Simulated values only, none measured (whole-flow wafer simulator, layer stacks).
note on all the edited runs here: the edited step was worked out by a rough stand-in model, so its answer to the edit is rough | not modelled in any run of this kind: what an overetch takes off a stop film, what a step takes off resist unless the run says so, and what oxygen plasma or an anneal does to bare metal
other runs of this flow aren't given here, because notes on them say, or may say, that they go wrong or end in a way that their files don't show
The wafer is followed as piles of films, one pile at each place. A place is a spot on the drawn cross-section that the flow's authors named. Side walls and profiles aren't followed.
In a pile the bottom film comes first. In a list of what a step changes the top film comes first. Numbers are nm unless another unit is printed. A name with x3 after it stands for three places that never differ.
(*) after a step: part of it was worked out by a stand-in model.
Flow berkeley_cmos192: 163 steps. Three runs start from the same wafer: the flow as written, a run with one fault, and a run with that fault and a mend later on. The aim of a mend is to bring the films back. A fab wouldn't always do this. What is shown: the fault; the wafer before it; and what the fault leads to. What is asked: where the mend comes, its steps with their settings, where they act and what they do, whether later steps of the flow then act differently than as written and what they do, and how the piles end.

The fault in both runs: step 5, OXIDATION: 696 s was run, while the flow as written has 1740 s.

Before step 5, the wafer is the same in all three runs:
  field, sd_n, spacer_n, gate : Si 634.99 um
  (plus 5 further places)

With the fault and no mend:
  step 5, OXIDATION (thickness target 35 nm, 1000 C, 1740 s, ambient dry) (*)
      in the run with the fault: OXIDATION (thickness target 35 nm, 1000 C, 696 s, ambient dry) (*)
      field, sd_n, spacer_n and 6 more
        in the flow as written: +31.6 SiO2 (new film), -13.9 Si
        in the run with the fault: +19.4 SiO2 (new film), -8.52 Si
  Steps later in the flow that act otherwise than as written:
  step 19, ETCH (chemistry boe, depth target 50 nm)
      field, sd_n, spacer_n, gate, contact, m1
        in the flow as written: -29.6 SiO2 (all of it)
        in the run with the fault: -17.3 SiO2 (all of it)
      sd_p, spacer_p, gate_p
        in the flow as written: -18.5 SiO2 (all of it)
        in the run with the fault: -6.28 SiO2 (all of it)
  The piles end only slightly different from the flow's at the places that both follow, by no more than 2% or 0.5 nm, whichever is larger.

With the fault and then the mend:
  The mend follows step 5.
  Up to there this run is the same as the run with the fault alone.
  step 5a, OXIDATION (thickness target 35 nm, 1000 C, 1044 s, ambient dry) (*) (the flow's step 5, run once more with other settings)
      field, sd_n, spacer_n and 6 more
        +12.3 SiO2, -5.4 Si
  None of the later steps of the flow acts differently than as written at any place that is followed.
  At every place that both follow, the piles at the end match the flow's.
